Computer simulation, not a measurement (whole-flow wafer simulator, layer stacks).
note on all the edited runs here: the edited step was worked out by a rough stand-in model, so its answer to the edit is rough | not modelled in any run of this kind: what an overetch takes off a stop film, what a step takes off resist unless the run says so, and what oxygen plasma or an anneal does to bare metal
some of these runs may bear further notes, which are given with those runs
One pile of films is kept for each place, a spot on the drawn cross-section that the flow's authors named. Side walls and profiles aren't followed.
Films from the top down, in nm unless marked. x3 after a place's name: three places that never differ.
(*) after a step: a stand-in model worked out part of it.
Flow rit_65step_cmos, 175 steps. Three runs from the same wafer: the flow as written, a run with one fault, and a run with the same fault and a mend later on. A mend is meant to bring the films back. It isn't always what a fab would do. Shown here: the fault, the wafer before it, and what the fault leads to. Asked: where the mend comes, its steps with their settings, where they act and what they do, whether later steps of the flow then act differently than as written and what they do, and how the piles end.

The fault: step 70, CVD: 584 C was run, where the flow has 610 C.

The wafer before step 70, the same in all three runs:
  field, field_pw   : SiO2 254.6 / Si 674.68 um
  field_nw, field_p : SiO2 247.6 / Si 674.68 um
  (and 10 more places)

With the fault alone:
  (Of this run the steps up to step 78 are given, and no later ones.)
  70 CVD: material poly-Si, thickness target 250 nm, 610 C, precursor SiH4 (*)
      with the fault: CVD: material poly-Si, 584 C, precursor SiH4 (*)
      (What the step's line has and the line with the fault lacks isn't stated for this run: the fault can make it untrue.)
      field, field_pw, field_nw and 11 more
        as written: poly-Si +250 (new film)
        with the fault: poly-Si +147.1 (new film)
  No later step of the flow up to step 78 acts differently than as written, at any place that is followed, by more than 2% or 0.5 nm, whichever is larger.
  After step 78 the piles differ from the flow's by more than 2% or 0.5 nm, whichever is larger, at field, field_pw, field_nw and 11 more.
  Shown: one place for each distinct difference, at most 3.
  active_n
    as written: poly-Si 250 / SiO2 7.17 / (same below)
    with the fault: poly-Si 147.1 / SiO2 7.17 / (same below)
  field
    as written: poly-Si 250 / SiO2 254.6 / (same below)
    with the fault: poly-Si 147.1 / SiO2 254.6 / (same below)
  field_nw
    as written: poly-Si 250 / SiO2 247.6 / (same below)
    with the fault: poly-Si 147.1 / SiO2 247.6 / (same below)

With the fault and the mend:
  The mend comes after step 71.
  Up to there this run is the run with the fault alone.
  71a CVD: material poly-Si, thickness target 103 nm, 610 C, 914 s, precursor SiH4 (*) (the flow's step 70 once more, with other settings)
      field, field_pw, field_nw and 11 more
        poly-Si +103
  No later step of the flow acts differently than as written, at any place that is followed, by more than 2% or 0.5 nm, whichever is larger.
  At the end the piles differ from the flow's only slightly at the places that both follow, by at most 2% or 0.5 nm, whichever is larger.
